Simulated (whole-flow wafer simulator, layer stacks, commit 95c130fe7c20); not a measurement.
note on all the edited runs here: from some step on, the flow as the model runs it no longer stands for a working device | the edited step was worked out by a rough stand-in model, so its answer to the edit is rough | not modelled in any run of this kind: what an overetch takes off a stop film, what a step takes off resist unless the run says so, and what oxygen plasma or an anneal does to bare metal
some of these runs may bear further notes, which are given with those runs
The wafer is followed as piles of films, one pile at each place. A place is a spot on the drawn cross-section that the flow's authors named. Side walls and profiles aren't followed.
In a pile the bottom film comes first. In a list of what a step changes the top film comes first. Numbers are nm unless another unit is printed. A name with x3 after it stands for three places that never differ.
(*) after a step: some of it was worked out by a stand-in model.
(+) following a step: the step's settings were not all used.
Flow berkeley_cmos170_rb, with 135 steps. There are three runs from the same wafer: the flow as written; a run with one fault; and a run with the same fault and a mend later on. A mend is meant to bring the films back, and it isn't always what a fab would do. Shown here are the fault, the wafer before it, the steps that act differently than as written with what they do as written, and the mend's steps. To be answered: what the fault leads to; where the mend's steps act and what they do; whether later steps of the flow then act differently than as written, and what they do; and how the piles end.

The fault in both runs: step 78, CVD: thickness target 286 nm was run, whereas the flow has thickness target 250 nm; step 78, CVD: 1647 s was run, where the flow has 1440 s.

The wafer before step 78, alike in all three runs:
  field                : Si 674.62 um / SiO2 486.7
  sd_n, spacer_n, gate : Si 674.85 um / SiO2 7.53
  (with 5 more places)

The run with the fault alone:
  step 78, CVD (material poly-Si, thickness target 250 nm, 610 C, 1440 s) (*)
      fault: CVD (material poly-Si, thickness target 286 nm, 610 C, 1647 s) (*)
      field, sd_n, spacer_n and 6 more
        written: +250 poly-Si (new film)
        fault: +286 poly-Si (new film)
  Later steps of the flow acting differently than as written (6 other steps are not shown; they differ only slightly, by no more than 2% or 0.5 nm, whichever is larger):
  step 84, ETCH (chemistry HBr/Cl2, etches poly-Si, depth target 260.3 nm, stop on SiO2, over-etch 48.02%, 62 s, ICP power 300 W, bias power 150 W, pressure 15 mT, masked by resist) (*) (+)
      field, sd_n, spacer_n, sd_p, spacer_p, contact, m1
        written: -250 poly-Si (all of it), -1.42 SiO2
        fault: -286 poly-Si (all of it), -0.5 SiO2
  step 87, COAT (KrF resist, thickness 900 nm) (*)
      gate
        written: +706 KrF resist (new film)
        fault: +678.4 KrF resist (new film)
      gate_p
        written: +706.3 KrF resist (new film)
        fault: +678.8 KrF resist (new film)
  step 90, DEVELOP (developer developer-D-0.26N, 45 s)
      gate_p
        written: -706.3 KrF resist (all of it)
        fault: -678.8 KrF resist (all of it)
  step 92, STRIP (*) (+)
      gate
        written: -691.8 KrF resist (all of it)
        fault: -664.2 KrF resist (all of it)
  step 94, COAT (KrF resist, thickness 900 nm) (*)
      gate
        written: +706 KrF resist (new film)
        fault: +678.4 KrF resist (new film)
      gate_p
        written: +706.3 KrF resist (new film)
        fault: +678.8 KrF resist (new film)
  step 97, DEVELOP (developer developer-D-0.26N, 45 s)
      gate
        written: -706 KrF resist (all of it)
        fault: -678.4 KrF resist (all of it)
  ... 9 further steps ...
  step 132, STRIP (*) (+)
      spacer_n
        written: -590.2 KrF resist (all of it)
        fault: -573.6 KrF resist (all of it)
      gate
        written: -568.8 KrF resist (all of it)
        fault: -554.6 KrF resist (all of it)
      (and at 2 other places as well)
  By the end, the piles at spacer_n, gate, spacer_p, gate_p depart from the flow's by more than 2% or 0.5 nm, whichever is larger.
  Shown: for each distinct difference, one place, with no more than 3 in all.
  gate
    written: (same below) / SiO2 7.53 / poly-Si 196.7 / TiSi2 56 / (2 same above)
    fault: (same below) / SiO2 7.53 / poly-Si 232.7 / TiSi2 56 / (2 same above)
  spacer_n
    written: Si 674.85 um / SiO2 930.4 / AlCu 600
    fault: Si 674.85 um / SiO2 966.4 / AlCu 600
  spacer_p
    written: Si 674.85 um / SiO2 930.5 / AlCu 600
    fault: Si 674.85 um / SiO2 966.5 / AlCu 600

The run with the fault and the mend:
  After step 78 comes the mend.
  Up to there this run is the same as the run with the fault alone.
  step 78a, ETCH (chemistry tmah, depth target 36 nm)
      field, sd_n, spacer_n and 6 more
        -36 poly-Si
  Every later step of the flow that is run acts as written at every place that is followed.
  The piles end the same as the flow's at every place that both follow.
